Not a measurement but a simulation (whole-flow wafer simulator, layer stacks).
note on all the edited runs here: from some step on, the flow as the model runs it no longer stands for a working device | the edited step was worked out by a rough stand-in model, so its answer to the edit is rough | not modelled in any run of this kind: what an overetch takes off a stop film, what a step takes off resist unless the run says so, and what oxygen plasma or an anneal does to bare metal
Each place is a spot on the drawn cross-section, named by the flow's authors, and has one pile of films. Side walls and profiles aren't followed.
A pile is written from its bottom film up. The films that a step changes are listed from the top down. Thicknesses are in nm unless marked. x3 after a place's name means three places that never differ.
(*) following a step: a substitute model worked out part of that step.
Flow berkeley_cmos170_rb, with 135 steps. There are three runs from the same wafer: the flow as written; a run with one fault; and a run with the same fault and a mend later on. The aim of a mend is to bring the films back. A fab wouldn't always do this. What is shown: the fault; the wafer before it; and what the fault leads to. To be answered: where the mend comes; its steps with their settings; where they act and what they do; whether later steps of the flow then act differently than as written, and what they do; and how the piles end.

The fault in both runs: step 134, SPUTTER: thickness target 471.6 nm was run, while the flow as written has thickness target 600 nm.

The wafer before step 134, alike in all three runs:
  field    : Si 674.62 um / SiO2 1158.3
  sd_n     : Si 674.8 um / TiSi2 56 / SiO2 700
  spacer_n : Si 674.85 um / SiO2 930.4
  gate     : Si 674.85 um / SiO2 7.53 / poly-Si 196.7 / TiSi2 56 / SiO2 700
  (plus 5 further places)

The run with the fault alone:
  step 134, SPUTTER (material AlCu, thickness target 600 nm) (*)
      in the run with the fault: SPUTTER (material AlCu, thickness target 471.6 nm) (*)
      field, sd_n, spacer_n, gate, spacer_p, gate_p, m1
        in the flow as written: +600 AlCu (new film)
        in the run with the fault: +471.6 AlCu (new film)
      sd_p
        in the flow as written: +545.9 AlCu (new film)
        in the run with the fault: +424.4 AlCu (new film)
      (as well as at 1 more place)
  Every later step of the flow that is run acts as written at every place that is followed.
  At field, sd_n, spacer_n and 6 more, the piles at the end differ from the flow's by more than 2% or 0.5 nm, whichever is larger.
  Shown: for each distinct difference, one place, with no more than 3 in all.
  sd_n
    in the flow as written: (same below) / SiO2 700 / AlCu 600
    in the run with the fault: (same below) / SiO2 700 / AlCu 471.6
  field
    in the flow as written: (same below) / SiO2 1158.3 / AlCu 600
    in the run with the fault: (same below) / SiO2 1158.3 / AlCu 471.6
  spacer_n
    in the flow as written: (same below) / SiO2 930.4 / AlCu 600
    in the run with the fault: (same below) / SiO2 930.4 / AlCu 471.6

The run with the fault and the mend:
  The mend stands after step 134.
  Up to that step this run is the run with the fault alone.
  step 134a, ETCH (chemistry al pan, depth target 542.1 nm)
      field, sd_n, spacer_n, gate, spacer_p, gate_p, m1
        -471.6 AlCu (all of it)
      sd_p
        -424.4 AlCu (all of it)
      contact
        -329.4 AlCu (all of it)
  step 134b, SPUTTER (material AlCu, thickness target 600 nm) (*) (a further turn of the flow's step 134)
      field, sd_n, spacer_n, gate, spacer_p, gate_p, m1
        +600 AlCu (new film)
      sd_p
        +545.9 AlCu (new film)
      contact
        +415.1 AlCu (new film)
  Every later step of the flow that is run acts as written at every place that is followed.
  The piles end the same as the flow's at every place that both follow.
